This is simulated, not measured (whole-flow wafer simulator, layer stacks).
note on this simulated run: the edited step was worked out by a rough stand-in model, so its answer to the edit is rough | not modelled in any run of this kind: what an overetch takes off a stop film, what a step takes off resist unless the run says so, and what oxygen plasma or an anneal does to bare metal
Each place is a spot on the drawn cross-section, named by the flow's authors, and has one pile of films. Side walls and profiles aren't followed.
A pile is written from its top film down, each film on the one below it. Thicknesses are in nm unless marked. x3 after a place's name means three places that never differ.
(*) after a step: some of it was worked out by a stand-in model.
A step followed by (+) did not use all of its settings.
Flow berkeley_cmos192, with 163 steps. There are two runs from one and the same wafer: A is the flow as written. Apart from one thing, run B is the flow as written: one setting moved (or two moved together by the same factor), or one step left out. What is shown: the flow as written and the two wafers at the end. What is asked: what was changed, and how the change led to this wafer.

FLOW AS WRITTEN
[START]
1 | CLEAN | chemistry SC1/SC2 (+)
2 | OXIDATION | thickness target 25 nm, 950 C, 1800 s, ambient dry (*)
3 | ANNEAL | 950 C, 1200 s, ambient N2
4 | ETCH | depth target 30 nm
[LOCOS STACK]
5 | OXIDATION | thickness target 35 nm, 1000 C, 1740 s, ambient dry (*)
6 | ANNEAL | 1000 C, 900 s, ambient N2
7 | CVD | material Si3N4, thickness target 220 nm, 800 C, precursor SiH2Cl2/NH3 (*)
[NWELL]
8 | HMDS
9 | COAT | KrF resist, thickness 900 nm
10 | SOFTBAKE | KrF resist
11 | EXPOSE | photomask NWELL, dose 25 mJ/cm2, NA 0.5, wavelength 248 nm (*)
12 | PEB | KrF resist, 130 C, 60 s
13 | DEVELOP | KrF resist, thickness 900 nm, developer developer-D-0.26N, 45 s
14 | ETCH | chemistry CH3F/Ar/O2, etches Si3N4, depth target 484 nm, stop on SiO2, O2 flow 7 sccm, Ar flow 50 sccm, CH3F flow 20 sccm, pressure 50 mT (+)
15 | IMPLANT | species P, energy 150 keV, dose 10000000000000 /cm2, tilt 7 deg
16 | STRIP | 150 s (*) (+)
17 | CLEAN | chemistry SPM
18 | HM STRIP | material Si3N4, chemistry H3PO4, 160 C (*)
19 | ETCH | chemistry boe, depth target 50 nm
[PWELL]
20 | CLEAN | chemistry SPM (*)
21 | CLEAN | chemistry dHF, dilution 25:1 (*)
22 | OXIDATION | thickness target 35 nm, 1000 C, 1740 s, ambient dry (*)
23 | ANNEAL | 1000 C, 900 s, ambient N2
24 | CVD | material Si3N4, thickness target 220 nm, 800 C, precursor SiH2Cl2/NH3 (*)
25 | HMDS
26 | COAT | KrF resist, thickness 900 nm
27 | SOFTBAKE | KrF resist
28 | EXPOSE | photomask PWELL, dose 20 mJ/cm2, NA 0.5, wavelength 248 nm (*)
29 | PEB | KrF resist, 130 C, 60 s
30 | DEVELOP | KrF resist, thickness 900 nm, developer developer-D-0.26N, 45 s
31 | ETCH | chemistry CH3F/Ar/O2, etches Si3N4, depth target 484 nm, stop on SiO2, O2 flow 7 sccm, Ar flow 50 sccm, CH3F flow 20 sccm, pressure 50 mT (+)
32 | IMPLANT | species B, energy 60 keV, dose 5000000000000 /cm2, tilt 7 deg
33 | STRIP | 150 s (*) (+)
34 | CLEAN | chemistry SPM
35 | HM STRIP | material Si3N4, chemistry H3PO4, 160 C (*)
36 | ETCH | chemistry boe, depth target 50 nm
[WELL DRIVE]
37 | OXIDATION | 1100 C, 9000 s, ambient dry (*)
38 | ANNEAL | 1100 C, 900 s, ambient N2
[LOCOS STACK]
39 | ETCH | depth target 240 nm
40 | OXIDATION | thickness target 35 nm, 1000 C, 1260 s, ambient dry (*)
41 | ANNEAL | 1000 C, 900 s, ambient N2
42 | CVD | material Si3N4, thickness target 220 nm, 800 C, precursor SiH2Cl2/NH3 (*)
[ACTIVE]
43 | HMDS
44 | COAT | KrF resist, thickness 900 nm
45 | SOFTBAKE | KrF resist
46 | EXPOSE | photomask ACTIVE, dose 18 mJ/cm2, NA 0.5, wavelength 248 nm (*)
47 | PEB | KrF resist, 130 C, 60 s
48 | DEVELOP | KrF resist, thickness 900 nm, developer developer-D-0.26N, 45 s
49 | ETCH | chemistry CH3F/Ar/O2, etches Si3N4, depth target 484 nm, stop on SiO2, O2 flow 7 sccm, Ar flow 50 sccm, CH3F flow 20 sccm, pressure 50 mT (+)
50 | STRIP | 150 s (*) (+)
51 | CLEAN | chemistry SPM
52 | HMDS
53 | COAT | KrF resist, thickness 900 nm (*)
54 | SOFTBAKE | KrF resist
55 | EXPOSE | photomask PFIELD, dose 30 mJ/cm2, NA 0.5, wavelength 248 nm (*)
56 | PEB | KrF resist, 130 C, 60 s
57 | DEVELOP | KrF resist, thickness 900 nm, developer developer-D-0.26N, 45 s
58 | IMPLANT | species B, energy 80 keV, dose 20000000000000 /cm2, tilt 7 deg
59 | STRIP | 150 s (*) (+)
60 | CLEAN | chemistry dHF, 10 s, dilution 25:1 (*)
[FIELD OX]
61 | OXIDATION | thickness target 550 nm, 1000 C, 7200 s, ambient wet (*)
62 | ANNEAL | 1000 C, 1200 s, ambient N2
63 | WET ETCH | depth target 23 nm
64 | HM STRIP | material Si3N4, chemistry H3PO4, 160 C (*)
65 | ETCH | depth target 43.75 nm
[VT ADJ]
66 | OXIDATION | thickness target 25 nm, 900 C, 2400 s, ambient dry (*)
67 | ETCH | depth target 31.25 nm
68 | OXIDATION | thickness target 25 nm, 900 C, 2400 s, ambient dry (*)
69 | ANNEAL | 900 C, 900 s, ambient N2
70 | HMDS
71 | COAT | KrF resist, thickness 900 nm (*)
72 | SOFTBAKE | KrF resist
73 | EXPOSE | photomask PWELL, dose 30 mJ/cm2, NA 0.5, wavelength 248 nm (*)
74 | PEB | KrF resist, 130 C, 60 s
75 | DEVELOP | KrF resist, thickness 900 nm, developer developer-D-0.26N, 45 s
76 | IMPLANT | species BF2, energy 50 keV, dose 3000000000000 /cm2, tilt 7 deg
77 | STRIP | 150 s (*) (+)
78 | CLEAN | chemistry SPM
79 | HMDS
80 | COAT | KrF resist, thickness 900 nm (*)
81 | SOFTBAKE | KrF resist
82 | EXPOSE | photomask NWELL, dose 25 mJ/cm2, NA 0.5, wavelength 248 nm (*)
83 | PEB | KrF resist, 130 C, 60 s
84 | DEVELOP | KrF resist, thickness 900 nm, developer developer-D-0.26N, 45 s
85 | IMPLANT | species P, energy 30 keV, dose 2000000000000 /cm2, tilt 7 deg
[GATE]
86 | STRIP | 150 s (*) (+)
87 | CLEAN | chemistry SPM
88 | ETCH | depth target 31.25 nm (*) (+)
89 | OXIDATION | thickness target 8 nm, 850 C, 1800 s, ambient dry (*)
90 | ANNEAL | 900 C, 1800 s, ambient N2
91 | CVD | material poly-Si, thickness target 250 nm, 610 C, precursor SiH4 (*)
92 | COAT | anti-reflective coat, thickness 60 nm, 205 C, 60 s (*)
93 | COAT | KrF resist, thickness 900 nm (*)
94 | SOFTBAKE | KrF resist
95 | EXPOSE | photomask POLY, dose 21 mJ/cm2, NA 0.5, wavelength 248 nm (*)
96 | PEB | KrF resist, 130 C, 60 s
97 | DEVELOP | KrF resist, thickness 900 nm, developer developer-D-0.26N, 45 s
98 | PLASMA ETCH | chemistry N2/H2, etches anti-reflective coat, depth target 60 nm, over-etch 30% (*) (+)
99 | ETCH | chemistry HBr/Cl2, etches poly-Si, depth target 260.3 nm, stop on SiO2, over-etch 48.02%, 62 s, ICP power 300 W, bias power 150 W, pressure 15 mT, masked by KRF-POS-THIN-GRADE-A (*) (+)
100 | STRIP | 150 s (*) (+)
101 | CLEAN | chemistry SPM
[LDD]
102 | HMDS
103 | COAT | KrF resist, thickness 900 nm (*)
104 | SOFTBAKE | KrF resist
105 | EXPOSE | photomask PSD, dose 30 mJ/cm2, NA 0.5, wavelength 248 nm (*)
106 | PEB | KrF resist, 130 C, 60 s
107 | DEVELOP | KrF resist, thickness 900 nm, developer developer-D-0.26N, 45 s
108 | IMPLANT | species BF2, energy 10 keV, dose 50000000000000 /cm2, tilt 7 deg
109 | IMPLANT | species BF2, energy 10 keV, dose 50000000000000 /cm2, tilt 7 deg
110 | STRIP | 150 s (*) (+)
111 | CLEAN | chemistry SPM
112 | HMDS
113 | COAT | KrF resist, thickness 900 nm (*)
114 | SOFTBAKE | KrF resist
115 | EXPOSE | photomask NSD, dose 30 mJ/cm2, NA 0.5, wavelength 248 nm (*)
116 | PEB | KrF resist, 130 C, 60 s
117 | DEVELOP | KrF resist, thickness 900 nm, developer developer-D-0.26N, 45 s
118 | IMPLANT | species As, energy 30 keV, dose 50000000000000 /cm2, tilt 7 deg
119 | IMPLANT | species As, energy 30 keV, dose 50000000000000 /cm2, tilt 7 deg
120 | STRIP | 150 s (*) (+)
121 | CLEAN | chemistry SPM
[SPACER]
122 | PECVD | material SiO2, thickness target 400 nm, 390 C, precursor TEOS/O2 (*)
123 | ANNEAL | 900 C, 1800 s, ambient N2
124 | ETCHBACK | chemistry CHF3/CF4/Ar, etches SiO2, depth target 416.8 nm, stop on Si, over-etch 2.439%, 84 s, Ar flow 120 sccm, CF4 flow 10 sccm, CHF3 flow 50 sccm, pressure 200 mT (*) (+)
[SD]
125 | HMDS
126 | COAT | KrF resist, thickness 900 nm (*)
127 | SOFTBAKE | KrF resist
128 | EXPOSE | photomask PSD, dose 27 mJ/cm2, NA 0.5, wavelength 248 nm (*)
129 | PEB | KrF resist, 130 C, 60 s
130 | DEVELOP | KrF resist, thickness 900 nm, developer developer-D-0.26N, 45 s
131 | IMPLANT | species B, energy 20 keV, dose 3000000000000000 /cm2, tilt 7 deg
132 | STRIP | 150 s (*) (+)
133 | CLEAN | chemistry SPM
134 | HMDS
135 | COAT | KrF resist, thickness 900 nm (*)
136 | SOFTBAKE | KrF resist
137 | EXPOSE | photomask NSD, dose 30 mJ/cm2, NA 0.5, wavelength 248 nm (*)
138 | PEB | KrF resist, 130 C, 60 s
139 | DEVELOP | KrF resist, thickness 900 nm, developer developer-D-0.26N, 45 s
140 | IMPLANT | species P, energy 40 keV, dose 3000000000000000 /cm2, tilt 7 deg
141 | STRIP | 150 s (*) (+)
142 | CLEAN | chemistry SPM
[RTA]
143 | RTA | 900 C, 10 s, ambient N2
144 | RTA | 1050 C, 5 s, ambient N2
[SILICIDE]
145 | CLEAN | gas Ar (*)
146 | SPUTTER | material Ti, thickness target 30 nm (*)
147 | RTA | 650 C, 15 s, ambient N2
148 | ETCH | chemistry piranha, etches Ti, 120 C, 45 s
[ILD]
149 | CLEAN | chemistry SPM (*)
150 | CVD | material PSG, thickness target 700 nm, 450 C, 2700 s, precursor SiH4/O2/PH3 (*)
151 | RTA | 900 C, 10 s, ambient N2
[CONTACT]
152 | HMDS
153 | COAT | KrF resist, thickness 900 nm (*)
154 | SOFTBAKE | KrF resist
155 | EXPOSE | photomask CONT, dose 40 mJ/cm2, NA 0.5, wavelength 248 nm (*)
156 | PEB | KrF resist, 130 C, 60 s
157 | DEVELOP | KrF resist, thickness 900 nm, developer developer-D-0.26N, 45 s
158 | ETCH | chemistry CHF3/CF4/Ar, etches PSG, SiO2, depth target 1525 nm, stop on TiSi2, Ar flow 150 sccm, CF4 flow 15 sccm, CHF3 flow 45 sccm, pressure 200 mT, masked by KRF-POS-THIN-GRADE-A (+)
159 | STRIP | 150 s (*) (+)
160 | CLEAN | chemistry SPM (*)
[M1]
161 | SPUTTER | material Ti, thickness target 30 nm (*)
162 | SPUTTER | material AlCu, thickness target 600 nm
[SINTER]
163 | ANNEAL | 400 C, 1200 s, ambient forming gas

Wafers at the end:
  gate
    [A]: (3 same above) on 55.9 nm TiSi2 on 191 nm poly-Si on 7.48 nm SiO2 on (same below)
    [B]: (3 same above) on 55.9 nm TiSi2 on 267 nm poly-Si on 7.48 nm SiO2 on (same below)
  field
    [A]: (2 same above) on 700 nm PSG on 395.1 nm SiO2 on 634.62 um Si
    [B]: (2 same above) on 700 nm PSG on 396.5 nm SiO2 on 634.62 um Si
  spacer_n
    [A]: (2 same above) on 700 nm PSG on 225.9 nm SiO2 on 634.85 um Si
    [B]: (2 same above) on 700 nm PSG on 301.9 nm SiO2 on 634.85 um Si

The reason: step 91, CVD: thickness target 326 nm was run, while the flow as written has thickness target 250 nm.

The path from the change to this, step by step:
  91 | CVD | material poly-Si, thickness target 250 nm, 610 C, precursor SiH4 (*)
      field, sd_n, spacer_n and 6 more: A +250 poly-Si (new film) | B +326 poly-Si (new film)
  92 | COAT | anti-reflective coat, thickness 60 nm, 205 C, 60 s (*)
      field: A +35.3 anti-reflective coat (new film) | B +36.3 anti-reflective coat (new film)
      sd_n: A +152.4 anti-reflective coat (new film) | B +155.8 anti-reflective coat (new film)
      (and at 1 other place as well)
  98 | PLASMA ETCH | chemistry N2/H2, etches anti-reflective coat, depth target 60 nm, over-etch 30% (*) (+)
      field: A -35.3 anti-reflective coat (all of it), -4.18 poly-Si | B -36.3 anti-reflective coat (all of it), -4.26 poly-Si
      sd_n: A -152.4 anti-reflective coat (all of it), -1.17 poly-Si | B -155.8 anti-reflective coat (all of it), -1.2 poly-Si
      (and at 1 other place as well)
  99 | ETCH | chemistry HBr/Cl2, etches poly-Si, depth target 260.3 nm, stop on SiO2, over-etch 48.02%, 62 s, ICP power 300 W, bias power 150 W, pressure 15 mT, masked by KRF-POS-THIN-GRADE-A (*) (+)
      field, spacer_n, spacer_p: A -245.8 poly-Si (all of it), -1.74 SiO2 | B -321.7 poly-Si (all of it), -0.32 SiO2
      sd_n: A -248.8 poly-Si (all of it), -1.51 SiO2 | B -324.8 poly-Si (all of it), -0.3 SiO2
      (and at 3 other places as well)
  103 | COAT | KrF resist, thickness 900 nm (*)
      gate: A +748 KrF resist (new film) | B +684.2 KrF resist (new film)
      gate_p: A +744.1 KrF resist (new film) | B +680.3 KrF resist (new film)
  107 | DEVELOP | KrF resist, thickness 900 nm, developer developer-D-0.26N, 45 s
      gate_p: A -742.9 KrF resist (all of it) | B -679.3 KrF resist (all of it)
  110 | STRIP | 150 s (*) (+)
      gate: A -732.7 KrF resist (all of it), +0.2 chemical SiO2, -0.09 poly-Si | B -669 KrF resist (all of it), +0.2 chemical SiO2, -0.09 poly-Si
  113 | COAT | KrF resist, thickness 900 nm (*)
      gate: A +747.9 KrF resist (new film) | B +684.2 KrF resist (new film)
      gate_p: A +743.9 KrF resist (new film) | B +680.2 KrF resist (new film)
  117 | DEVELOP | KrF resist, thickness 900 nm, developer developer-D-0.26N, 45 s
      gate: A -746.8 KrF resist (all of it) | B -683.1 KrF resist (all of it)
  120 | STRIP | 150 s (*) (+)
      gate_p: A -728.6 KrF resist (all of it), +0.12 chemical SiO2, -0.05 poly-Si | B -665 KrF resist (all of it), +0.12 chemical SiO2, -0.05 poly-Si
  124 | ETCHBACK | chemistry CHF3/CF4/Ar, etches SiO2, depth target 416.8 nm, stop on Si, over-etch 2.439%, 84 s, Ar flow 120 sccm, CF4 flow 10 sccm, CHF3 flow 50 sccm, pressure 200 mT (*) (+)
      spacer_n: A -160 SiO2 | B -85.4 SiO2
      spacer_p: A -159.9 SiO2 | B -85.3 SiO2
  126 | COAT | KrF resist, thickness 900 nm (*)
      spacer_n: A +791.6 KrF resist (new film) | B +736 KrF resist (new film)
      gate: A +771.5 KrF resist (new film) | B +717.2 KrF resist (new film)
      (and at 2 other places as well)
  130 | DEVELOP | KrF resist, thickness 900 nm, developer developer-D-0.26N, 45 s
      spacer_p: A -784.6 KrF resist (all of it) | B -729.3 KrF resist (all of it)
      gate_p: A -764.3 KrF resist (all of it) | B -710.3 KrF resist (all of it)
  132 | STRIP | 150 s (*) (+)
      spacer_n: A -776.1 KrF resist (all of it) | B -720.7 KrF resist (all of it)
      gate: A +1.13 chemical SiO2 (new film), -756.1 KrF resist (all of it), -0.5 poly-Si | B +1.13 chemical SiO2 (new film), -701.9 KrF resist (all of it), -0.5 poly-Si
  135 | COAT | KrF resist, thickness 900 nm (*)
      spacer_n: A +791.1 KrF resist (new film) | B +736.3 KrF resist (new film)
      gate: A +770.3 KrF resist (new film) | B +716.8 KrF resist (new film)
      (and at 2 other places as well)
  139 | DEVELOP | KrF resist, thickness 900 nm, developer developer-D-0.26N, 45 s
      spacer_n: A -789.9 KrF resist (all of it) | B -735.1 KrF resist (all of it)
      gate: A -769.1 KrF resist (all of it) | B -715.7 KrF resist (all of it)
  ... 2 other steps ...
  159 | STRIP | 150 s (*) (+)
      spacer_n: A -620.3 KrF resist (all of it) | B -579.4 KrF resist (all of it)
      gate: A -600.1 KrF resist (all of it) | B -564.2 KrF resist (all of it)
      (and at 3 other places as well)
